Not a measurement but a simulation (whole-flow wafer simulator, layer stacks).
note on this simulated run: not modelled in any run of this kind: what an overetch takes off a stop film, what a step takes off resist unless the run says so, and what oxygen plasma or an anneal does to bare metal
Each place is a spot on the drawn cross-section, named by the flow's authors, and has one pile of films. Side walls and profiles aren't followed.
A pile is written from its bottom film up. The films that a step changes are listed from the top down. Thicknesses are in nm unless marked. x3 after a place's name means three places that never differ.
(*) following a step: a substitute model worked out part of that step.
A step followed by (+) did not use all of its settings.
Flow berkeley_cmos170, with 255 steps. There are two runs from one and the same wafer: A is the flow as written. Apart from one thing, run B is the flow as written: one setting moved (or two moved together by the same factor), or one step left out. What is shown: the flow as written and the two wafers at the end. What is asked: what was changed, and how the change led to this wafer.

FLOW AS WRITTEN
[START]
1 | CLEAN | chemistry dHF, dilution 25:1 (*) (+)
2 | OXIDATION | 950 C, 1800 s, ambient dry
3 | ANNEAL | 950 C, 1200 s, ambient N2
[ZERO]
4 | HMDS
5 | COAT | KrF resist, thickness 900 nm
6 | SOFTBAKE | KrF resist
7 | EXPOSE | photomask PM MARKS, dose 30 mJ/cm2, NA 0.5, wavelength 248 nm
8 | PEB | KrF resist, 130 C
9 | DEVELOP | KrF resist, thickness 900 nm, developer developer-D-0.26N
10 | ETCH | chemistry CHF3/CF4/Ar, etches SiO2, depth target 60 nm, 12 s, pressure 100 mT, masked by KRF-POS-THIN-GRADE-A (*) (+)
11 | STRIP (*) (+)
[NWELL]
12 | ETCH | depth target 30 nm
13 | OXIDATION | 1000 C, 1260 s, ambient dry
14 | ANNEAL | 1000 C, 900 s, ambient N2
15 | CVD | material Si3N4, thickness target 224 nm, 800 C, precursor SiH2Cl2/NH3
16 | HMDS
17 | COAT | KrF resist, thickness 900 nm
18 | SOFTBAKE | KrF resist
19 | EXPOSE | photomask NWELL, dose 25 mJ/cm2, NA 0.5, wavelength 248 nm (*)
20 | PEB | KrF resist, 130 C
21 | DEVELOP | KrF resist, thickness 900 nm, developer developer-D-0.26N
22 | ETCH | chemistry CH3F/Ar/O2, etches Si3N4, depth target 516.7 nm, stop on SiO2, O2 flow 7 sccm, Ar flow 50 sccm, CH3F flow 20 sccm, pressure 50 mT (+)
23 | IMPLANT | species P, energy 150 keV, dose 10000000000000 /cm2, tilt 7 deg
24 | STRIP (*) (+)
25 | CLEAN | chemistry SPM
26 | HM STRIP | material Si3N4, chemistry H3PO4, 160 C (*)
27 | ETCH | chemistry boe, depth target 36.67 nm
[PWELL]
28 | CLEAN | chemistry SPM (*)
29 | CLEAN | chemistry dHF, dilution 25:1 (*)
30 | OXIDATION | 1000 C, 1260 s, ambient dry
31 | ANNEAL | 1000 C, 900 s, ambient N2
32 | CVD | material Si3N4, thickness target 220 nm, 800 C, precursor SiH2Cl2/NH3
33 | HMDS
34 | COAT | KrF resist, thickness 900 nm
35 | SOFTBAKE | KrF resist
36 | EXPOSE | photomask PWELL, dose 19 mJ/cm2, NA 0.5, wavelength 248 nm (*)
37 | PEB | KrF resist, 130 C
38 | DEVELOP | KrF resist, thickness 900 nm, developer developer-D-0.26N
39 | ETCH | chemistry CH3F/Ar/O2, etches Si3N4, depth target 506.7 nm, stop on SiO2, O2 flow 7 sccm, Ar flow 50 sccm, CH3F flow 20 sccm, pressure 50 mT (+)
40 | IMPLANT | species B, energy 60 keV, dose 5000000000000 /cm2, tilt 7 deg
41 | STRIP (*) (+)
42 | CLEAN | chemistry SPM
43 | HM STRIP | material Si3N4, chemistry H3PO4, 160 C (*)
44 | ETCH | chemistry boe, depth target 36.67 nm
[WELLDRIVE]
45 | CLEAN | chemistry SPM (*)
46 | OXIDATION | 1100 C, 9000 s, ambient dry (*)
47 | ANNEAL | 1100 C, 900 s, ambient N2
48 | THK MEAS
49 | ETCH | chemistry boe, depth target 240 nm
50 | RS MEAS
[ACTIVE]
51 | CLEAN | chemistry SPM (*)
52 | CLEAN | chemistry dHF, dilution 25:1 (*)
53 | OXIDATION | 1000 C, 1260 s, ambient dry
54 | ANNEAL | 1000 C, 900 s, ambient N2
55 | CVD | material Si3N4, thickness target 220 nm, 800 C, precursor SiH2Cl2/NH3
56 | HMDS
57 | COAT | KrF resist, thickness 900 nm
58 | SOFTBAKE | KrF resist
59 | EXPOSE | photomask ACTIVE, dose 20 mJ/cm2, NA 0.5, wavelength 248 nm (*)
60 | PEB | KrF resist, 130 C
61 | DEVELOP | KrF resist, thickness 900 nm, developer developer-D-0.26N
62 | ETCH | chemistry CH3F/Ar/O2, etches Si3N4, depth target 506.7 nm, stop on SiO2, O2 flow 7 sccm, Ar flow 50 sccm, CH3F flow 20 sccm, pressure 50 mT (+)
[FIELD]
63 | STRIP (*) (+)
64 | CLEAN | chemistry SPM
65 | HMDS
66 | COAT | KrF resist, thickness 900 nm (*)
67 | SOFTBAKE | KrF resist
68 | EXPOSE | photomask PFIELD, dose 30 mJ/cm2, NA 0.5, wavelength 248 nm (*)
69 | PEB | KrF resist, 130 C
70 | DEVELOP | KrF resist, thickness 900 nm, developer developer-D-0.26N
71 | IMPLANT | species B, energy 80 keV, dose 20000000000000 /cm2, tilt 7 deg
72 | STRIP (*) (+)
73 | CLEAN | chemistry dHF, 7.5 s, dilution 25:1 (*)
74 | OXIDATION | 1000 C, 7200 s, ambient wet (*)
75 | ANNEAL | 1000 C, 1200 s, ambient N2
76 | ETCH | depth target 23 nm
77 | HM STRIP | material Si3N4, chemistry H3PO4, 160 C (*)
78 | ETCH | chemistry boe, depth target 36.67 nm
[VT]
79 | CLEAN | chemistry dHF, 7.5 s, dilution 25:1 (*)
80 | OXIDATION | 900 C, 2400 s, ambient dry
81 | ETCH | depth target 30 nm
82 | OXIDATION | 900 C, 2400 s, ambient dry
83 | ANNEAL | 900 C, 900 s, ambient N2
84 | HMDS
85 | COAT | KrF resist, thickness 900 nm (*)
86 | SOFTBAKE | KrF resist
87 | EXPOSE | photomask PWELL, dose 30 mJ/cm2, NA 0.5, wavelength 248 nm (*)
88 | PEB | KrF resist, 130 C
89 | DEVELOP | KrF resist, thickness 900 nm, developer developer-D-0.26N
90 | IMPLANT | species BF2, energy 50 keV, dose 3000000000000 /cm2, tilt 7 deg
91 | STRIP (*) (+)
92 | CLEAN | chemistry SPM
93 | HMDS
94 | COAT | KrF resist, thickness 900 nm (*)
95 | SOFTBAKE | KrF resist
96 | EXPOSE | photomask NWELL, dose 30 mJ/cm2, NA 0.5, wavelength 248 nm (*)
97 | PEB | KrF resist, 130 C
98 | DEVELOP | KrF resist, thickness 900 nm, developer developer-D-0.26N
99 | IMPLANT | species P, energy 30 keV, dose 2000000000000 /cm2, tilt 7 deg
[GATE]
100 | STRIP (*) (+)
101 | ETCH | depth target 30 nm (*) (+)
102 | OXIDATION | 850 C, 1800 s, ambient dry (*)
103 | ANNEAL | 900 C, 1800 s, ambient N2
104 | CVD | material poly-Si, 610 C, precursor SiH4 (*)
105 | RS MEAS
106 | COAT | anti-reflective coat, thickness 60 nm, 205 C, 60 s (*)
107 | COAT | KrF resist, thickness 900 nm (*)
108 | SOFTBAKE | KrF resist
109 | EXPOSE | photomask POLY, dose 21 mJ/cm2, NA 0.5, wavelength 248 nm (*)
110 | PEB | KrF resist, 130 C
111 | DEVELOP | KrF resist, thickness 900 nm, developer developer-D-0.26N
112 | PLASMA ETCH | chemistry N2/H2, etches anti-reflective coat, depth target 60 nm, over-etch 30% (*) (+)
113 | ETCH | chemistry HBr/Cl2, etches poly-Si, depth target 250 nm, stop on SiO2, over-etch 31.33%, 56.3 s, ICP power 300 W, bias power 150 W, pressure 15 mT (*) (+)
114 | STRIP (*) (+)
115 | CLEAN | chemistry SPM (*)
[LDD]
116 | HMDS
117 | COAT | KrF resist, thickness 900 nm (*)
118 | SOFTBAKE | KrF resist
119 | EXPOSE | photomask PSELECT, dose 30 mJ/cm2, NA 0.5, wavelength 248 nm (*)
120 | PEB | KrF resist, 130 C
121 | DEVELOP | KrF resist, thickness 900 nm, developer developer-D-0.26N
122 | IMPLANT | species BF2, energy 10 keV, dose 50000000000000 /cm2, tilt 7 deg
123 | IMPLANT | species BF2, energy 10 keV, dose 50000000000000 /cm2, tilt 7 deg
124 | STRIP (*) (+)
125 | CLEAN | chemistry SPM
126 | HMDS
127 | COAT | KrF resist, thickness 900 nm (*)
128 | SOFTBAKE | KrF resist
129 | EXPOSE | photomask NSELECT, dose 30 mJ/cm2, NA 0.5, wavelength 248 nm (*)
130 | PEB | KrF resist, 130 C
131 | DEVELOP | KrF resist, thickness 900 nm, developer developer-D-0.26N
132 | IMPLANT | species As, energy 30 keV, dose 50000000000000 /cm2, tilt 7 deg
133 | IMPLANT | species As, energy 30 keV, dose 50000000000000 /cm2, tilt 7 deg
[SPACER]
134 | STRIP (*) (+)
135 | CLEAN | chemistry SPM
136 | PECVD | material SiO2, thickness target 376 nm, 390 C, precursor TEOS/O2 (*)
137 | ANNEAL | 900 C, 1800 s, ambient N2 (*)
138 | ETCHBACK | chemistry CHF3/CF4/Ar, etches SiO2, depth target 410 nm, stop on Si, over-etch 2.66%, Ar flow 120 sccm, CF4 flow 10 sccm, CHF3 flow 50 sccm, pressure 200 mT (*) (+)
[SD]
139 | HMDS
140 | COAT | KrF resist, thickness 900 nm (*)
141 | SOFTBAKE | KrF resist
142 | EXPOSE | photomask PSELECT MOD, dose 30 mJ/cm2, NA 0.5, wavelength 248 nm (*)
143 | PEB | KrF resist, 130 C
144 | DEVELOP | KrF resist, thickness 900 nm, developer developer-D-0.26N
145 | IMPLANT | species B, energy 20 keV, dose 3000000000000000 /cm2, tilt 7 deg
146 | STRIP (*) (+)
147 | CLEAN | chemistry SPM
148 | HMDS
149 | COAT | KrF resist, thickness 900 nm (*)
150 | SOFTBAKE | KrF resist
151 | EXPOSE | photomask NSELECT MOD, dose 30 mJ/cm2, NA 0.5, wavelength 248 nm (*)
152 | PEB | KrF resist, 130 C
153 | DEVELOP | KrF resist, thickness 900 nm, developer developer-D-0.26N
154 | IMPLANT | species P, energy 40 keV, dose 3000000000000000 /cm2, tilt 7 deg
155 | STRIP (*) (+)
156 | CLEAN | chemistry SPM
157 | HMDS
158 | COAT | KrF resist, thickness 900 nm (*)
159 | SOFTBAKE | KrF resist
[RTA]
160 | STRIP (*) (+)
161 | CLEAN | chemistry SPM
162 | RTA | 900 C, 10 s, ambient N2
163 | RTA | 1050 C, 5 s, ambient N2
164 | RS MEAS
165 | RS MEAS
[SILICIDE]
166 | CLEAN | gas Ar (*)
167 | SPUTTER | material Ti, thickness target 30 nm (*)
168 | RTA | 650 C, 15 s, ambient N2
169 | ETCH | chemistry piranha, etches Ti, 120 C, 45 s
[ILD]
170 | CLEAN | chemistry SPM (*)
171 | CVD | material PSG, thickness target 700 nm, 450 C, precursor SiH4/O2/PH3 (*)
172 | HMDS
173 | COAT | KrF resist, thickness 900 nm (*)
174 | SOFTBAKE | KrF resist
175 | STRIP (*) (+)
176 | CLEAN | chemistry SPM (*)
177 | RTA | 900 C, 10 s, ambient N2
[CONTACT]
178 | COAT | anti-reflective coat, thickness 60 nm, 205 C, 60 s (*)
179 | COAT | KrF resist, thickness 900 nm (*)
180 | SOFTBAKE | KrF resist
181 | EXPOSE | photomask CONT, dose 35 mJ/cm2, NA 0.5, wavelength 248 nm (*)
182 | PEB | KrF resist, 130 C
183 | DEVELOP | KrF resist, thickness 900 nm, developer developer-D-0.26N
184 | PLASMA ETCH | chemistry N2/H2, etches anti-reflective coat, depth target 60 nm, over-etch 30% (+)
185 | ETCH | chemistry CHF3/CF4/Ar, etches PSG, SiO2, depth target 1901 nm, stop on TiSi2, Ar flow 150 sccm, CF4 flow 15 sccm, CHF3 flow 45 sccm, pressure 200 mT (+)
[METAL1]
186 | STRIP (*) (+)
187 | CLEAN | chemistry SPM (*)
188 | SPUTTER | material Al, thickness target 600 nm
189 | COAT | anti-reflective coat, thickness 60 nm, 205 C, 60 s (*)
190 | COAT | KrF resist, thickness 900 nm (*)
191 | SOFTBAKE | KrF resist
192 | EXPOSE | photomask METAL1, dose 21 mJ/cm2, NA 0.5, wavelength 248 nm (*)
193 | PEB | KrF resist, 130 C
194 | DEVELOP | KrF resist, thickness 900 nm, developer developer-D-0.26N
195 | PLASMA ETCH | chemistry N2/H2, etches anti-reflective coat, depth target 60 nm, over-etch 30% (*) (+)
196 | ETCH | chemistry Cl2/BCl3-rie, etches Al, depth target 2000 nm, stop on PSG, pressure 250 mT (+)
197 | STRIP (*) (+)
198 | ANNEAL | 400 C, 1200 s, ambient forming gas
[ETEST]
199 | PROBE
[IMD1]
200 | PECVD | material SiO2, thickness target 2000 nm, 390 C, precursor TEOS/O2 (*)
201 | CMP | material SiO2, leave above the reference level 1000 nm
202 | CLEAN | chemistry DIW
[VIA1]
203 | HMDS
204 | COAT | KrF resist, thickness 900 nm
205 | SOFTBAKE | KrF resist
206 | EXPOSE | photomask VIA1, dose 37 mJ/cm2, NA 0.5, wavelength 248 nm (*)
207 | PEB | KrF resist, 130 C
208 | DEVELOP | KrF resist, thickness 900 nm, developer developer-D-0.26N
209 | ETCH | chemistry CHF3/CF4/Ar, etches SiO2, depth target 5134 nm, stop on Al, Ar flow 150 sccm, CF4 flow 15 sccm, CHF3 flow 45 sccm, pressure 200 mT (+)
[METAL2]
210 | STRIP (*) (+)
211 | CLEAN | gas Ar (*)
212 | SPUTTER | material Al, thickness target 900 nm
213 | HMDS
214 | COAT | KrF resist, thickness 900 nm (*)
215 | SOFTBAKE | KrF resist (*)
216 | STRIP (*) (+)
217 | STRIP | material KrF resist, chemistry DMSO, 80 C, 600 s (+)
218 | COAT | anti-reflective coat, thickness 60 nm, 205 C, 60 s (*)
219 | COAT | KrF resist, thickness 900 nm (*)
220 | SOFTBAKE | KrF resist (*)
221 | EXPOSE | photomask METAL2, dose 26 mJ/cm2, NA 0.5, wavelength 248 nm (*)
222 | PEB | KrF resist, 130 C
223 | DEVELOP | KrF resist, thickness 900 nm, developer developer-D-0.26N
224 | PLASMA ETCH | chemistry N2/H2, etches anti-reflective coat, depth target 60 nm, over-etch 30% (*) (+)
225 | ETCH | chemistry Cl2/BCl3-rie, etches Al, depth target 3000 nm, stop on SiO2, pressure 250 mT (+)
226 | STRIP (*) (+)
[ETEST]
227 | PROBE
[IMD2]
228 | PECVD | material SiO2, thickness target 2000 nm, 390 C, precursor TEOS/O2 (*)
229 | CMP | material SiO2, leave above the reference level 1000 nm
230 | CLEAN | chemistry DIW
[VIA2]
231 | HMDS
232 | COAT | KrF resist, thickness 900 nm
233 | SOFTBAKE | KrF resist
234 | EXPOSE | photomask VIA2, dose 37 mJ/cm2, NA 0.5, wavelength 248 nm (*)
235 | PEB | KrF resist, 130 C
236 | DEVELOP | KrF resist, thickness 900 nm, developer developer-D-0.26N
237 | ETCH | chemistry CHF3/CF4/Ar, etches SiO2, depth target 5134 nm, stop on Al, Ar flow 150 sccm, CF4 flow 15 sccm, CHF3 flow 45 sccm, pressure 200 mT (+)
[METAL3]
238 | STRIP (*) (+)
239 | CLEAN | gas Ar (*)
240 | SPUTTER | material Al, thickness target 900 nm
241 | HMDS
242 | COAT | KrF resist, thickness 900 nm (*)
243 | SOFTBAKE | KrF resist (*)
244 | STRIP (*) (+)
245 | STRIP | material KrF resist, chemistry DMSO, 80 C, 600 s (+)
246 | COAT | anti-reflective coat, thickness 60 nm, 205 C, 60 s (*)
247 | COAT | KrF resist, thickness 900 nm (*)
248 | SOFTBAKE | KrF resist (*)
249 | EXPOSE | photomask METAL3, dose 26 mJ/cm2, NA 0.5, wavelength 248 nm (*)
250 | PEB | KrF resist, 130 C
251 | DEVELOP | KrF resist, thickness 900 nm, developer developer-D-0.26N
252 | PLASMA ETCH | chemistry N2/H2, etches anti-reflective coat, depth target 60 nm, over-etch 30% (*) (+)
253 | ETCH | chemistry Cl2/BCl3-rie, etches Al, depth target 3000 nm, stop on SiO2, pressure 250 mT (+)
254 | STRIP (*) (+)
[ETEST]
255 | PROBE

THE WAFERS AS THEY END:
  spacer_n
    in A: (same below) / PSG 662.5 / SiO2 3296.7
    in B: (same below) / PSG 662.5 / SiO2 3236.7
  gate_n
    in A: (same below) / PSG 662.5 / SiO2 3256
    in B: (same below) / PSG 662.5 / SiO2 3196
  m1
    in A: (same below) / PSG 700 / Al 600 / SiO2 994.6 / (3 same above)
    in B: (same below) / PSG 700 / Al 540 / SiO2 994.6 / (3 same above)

What caused this: step 188, SPUTTER: thickness target 540 nm was run, whereas the flow has thickness target 600 nm.
One can read it off the wafer: m1 has Al 540, and step 188 as written asks for 600 nm.

How this came from the change, step by step:
  188 | SPUTTER | material Al, thickness target 600 nm
      field, sd_n, spacer_n and 7 more: A Al gains 600 (new film) | B Al gains 540 (new film)
      sd_p: A Al gains 573.8 (new film) | B Al gains 514.4 (new film)
      (also at 1 further place)
  189 | COAT | anti-reflective coat, thickness 60 nm, 205 C, 60 s (*)
      sd_n: A anti-reflective coat gains 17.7 (new film) | B anti-reflective coat gains 15.9 (new film)
      contact: A anti-reflective coat gains 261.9 (new film) | B anti-reflective coat gains 254.4 (new film)
  195 | PLASMA ETCH | chemistry N2/H2, etches anti-reflective coat, depth target 60 nm, over-etch 30% (*) (+)
      sd_n: A anti-reflective coat loses 17.7 (all of it) | B anti-reflective coat loses 15.9 (all of it)
  196 | ETCH | chemistry Cl2/BCl3-rie, etches Al, depth target 2000 nm, stop on PSG, pressure 250 mT (+)
      field, sd_n, spacer_n, gate_n, spacer_p, gate_p: A Al loses 600 (all of it), PSG loses 37.5 | B Al loses 540 (all of it), PSG loses 37.5
      contact, m1, via1, m2, via2: A KrF resist loses 450 | B KrF resist loses 420
      (also at 1 further place)
  197 | STRIP (*) (+)
      contact: A KrF resist loses 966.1 (all of it), anti-reflective coat loses 261.9 (all of it) | B KrF resist loses 982.8 (all of it), anti-reflective coat loses 254.4 (all of it)
      m1: A KrF resist loses 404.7 (all of it), anti-reflective coat loses 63 (all of it) | B KrF resist loses 434.5 (all of it), anti-reflective coat loses 62.9 (all of it)
      (also at 3 further places)
  201 | CMP | material SiO2, leave above the reference level 1000 nm
      spacer_n, spacer_p: A SiO2 loses 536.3 | B SiO2 loses 596.3
      gate_n, gate_p: A SiO2 loses 577.1 | B SiO2 loses 637.1
      (also at 4 further places)
